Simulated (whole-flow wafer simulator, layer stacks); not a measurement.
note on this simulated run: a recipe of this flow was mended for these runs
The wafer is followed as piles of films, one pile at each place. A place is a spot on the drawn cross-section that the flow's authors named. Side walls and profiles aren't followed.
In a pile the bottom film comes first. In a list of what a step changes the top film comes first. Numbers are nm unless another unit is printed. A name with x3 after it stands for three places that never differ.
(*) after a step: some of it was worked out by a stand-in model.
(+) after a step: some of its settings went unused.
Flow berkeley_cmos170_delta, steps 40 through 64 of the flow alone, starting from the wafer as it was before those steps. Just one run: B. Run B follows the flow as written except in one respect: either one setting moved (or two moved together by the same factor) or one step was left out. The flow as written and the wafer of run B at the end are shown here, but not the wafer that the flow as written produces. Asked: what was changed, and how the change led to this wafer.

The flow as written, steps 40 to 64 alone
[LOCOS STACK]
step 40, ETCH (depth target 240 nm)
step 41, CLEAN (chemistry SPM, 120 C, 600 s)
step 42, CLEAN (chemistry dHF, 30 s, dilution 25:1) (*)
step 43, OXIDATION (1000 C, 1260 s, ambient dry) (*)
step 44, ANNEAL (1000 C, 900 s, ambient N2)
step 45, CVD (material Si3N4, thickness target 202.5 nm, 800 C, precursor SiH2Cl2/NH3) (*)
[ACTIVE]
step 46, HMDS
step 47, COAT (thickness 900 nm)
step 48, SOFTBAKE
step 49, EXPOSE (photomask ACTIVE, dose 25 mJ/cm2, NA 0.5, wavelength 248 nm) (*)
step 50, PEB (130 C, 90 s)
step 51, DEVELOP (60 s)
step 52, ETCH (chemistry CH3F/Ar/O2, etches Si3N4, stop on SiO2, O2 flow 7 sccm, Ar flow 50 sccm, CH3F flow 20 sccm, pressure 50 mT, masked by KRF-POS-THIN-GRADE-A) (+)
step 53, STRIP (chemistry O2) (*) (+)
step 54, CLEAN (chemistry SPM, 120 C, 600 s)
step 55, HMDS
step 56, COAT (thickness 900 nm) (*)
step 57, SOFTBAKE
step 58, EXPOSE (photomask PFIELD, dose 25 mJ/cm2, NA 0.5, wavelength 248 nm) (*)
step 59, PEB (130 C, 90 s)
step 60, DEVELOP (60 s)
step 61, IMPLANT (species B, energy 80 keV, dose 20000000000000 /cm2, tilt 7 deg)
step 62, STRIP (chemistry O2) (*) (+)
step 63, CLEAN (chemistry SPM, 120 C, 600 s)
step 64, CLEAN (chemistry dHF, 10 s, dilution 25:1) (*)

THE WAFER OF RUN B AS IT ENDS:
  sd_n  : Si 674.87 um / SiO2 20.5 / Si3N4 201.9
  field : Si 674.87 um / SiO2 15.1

The reason: step 43, OXIDATION: 772 s was run, while the flow as written has 1260 s.

How this came from the change, step by step:
  step 43, OXIDATION (1000 C, 1260 s, ambient dry) (*)
      field, sd_n, spacer_n and 6 more: +20.5 SiO2 (new film), -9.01 Si (as written it would have been: +26.6 SiO2 (new film), -11.7 Si)
